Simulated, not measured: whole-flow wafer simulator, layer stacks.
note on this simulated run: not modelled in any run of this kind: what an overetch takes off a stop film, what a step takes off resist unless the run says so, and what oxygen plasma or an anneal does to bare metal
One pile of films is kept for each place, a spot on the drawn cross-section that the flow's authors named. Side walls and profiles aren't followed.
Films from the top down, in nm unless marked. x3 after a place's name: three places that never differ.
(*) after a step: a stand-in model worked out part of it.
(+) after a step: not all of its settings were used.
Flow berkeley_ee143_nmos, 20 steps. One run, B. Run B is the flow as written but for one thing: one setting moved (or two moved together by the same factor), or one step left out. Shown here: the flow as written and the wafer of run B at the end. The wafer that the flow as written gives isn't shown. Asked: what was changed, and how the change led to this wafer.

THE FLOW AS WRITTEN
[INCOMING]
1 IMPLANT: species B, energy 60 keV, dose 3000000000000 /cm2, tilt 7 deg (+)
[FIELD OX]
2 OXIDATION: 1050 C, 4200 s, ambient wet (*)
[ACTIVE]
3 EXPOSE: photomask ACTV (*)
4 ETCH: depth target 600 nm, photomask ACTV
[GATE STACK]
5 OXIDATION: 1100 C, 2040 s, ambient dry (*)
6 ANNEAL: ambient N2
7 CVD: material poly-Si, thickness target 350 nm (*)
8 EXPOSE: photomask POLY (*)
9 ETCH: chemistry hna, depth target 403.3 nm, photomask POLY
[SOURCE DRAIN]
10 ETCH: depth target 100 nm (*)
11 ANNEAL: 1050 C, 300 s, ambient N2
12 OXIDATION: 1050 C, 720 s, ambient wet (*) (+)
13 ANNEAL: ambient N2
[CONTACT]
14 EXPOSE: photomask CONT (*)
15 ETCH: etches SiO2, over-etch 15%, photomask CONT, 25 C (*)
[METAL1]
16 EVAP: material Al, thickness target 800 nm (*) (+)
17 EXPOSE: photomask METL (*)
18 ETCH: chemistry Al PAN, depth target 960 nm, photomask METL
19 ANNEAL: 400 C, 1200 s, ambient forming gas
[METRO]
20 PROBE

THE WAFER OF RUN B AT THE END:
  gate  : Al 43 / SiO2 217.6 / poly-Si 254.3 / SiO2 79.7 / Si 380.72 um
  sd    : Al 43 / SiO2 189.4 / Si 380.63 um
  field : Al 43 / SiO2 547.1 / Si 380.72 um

The cause: step 18, ETCH: depth target 757 nm was run, where the flow has depth target 960 nm.

How the change led to this, step by step:
  18 ETCH: chemistry Al PAN, depth target 960 nm, photomask METL
      gate, sd, field: Al -757 (as written it would be: Al -800 (all of it))
Counting metal films that touch as one body, gate has 1 body; the flow as written gives 0 bodies.
Counting metal films that touch as one body, sd has 1 body; the flow as written gives 0 bodies.
Counting metal films that touch as one body, field has 1 body; the flow as written gives 0 bodies.
